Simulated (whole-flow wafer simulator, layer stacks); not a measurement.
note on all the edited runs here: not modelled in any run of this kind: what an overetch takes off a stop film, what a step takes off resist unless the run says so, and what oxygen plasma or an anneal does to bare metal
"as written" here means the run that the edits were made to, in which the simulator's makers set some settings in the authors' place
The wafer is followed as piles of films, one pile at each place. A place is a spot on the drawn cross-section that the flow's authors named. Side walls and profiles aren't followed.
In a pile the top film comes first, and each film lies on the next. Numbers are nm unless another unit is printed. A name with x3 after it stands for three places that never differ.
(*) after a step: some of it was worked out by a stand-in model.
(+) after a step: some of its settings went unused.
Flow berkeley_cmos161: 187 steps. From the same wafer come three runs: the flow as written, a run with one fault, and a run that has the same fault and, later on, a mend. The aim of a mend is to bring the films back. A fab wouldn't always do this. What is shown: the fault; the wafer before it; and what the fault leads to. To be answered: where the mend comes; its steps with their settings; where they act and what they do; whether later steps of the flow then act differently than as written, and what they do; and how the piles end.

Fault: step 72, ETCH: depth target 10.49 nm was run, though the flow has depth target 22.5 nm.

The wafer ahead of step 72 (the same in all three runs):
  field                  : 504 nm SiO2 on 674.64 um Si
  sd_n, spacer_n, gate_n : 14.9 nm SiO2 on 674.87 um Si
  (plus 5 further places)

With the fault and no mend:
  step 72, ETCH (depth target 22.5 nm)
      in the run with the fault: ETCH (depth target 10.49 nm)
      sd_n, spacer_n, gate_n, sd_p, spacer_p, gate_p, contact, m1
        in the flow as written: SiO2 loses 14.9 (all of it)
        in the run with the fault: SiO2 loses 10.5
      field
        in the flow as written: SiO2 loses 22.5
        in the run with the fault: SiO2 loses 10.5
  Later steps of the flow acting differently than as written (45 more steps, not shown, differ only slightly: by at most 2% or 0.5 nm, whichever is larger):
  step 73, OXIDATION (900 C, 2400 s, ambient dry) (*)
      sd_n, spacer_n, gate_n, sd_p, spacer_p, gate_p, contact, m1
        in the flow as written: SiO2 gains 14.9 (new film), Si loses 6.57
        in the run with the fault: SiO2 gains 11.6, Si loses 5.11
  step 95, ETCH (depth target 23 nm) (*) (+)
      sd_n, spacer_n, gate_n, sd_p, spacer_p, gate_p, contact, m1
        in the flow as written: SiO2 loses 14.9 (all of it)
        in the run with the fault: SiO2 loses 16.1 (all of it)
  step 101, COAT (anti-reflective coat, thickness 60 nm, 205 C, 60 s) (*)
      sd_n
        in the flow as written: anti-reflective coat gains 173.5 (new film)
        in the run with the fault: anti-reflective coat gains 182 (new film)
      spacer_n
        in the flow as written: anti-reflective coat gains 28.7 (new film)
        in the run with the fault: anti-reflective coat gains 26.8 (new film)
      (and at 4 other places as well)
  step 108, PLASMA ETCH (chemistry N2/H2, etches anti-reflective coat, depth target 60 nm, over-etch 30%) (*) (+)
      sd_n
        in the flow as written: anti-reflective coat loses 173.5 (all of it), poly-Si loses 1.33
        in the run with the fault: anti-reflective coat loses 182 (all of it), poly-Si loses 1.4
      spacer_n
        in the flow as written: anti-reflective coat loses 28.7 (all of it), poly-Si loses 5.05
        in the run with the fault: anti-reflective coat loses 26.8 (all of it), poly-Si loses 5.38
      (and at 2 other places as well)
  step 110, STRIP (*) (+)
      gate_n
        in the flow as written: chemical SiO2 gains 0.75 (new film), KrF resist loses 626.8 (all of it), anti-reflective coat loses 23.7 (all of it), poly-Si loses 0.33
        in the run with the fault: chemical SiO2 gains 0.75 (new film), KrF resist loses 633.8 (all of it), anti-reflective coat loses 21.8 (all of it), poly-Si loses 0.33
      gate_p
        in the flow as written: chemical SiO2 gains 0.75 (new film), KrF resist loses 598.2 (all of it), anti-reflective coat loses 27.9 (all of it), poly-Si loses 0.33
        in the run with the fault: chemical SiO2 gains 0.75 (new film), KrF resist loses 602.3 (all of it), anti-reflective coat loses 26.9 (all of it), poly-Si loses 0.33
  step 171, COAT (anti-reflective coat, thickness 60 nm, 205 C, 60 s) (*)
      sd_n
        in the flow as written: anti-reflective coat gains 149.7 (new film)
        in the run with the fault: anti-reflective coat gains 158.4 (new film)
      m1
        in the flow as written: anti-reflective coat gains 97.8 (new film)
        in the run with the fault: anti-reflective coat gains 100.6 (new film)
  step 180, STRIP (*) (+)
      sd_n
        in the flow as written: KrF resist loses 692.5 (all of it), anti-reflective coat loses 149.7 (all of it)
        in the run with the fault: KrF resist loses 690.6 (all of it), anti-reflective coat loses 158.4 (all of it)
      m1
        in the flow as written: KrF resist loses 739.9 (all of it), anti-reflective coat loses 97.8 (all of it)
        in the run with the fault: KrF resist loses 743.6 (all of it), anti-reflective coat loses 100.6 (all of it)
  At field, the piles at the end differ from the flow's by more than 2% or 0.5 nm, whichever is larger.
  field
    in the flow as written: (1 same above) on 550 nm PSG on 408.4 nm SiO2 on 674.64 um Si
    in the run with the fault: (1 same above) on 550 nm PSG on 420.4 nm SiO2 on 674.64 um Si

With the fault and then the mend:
  After step 72 comes the mend.
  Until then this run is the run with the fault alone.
  step 72a, ETCH (depth target 12.02 nm) (the flow's step 72 again, with other settings)
      sd_n, spacer_n, gate_n, sd_p, spacer_p, gate_p, contact, m1
        SiO2 loses 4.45 (all of it)
      field
        SiO2 loses 12
  Later steps of the flow that are run all act as written at every place that is followed, up to a difference of at most 2% or 0.5 nm, whichever is larger.
  The piles end the same as the flow's at every place that both follow.
